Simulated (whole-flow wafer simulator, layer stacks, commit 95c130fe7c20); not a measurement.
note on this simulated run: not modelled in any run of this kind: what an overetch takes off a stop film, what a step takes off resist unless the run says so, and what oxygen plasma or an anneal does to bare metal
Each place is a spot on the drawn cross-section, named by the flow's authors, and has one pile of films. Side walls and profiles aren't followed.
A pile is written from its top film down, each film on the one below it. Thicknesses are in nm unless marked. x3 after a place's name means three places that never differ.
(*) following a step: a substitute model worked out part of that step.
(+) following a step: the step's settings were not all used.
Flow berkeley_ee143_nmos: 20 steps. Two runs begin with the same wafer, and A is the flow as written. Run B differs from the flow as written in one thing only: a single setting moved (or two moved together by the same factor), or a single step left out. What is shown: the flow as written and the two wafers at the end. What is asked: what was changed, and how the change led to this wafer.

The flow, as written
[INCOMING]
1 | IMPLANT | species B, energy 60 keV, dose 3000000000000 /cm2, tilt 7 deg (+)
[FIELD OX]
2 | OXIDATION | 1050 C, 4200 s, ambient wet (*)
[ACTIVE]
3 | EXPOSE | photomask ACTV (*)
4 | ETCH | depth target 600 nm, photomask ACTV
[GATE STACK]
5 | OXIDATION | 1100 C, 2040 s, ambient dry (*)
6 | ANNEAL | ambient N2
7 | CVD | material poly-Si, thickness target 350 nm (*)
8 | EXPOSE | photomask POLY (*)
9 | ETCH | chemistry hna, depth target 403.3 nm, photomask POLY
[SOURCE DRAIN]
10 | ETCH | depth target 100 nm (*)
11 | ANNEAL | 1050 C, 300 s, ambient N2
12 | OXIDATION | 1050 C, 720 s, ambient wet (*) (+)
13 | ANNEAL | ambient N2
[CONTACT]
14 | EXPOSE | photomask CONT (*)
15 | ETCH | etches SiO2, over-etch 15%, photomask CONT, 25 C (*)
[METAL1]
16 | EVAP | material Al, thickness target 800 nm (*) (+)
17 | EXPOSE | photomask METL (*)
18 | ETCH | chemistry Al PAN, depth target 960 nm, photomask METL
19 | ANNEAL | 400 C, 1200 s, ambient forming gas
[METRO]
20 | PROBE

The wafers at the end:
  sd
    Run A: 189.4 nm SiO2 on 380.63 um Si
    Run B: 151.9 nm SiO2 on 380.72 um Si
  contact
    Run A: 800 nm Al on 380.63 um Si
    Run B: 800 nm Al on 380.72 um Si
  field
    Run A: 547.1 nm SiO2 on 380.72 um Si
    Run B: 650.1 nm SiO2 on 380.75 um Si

Cause: step 9, ETCH: depth target 318.2 nm was run, while the flow as written has depth target 403.3 nm.

Step by step, how the change led to this:
  9 | ETCH | chemistry hna, depth target 403.3 nm, photomask POLY
      sd, contact, field: A poly-Si loses 350 (all of it) | B poly-Si loses 318.2
  10 | ETCH | depth target 100 nm (*)
      sd, contact: A SiO2 loses 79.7 (all of it) | B nothing
      field: A SiO2 loses 100 | B nothing
  12 | OXIDATION | 1050 C, 720 s, ambient wet (*) (+)
      sd, contact: A SiO2 gains 189.4 (new film), Si loses 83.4 | B poly-Si loses 31.8 (all of it), SiO2 gains 72.2
      field: A SiO2 gains 69.1, Si loses 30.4 | B poly-Si loses 31.8 (all of it), SiO2 gains 72.2
  15 | ETCH | etches SiO2, over-etch 15%, photomask CONT, 25 C (*)
      contact: A SiO2 loses 189.4 (all of it) | B SiO2 loses 151.9 (all of it)
